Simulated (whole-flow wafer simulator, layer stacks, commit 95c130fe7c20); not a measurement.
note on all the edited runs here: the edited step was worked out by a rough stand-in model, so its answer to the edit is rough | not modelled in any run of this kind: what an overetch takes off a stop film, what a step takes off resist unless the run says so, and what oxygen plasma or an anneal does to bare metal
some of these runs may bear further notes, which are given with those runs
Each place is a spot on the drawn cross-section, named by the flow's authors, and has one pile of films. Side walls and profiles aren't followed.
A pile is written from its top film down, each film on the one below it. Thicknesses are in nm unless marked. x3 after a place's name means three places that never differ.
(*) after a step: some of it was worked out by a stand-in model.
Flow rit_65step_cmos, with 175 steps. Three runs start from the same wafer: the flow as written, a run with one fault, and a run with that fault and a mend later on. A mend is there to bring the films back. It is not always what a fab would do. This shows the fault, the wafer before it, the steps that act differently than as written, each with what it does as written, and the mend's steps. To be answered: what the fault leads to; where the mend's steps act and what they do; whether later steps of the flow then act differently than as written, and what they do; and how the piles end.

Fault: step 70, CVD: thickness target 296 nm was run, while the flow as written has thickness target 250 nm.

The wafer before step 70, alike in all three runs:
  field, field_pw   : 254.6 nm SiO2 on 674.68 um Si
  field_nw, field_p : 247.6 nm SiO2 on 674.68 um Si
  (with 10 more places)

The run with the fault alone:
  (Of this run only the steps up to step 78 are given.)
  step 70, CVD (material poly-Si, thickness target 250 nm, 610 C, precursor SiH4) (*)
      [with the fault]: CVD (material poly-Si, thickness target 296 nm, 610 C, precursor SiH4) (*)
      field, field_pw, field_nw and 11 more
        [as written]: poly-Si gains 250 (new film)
        [with the fault]: poly-Si gains 296 (new film)
  Every later step of the flow up to step 78 that is run acts as written, at every place that is followed, to within 2% or 0.5 nm, whichever is larger.
  Once step 78 is done, the piles at field, field_pw, field_nw and 11 more depart from the flow's by more than 2% or 0.5 nm, whichever is larger.
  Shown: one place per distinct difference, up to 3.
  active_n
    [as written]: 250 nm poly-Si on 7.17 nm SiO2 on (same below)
    [with the fault]: 296 nm poly-Si on 7.17 nm SiO2 on (same below)
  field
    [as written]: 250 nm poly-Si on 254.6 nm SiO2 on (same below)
    [with the fault]: 296 nm poly-Si on 254.6 nm SiO2 on (same below)
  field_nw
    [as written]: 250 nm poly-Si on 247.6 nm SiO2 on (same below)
    [with the fault]: 296 nm poly-Si on 247.6 nm SiO2 on (same below)

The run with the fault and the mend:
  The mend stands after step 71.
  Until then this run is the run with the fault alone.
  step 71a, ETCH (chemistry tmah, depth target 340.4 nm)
      field, field_pw, field_nw and 11 more
        poly-Si loses 296 (all of it)
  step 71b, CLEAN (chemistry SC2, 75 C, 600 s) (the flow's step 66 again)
      leaves every film unchanged at each place that is followed
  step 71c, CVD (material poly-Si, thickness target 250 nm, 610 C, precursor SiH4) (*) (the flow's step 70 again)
      field, field_pw, field_nw and 11 more
        poly-Si gains 250 (new film)
  Every later step of the flow that is run acts as written at every place that is followed.
  The piles end the same as the flow's at every place that both follow.
